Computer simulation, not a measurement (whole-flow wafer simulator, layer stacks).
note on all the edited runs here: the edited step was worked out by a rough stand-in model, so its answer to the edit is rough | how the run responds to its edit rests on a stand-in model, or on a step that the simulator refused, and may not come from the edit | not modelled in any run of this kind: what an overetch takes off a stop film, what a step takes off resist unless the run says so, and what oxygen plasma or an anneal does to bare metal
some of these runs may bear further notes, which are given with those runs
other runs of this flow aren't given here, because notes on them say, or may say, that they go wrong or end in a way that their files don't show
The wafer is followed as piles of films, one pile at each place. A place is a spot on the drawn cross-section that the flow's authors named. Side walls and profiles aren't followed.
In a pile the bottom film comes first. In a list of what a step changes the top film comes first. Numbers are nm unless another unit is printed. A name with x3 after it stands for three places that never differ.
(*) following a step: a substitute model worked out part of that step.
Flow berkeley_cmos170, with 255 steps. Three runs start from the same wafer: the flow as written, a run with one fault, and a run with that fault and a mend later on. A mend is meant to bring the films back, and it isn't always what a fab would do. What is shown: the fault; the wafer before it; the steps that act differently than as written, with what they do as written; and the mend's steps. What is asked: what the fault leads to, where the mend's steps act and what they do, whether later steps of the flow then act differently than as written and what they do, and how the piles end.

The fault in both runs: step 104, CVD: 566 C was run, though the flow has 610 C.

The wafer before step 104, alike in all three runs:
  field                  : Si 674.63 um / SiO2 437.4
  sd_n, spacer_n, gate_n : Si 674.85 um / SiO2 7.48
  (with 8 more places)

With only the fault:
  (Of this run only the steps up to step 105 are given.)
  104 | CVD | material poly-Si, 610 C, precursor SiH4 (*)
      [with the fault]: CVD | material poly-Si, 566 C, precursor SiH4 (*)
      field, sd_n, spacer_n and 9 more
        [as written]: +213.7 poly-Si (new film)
        [with the fault]: +80.2 poly-Si (new film)
  Every later step of the flow up to step 105 that is run acts as written at every place that is followed.
  After step 105, at field, sd_n, spacer_n and 9 more, the piles differ from the flow's by more than 2% or 0.5 nm, whichever is larger.
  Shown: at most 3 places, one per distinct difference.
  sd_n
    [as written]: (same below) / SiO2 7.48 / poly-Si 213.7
    [with the fault]: (same below) / SiO2 7.48 / poly-Si 80.2
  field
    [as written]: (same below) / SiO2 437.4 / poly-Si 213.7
    [with the fault]: (same below) / SiO2 437.4 / poly-Si 80.2

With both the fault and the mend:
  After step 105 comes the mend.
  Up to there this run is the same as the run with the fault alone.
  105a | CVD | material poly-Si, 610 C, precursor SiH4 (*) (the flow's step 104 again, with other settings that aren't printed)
      field, sd_n, spacer_n and 9 more
        +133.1 poly-Si
  Every later step of the flow that is run acts as written, at every place that is followed, to within 2% or 0.5 nm, whichever is larger.
  At the end the piles are close to the flow's at the places that both follow, differing by at most 2% or 0.5 nm, whichever is larger.
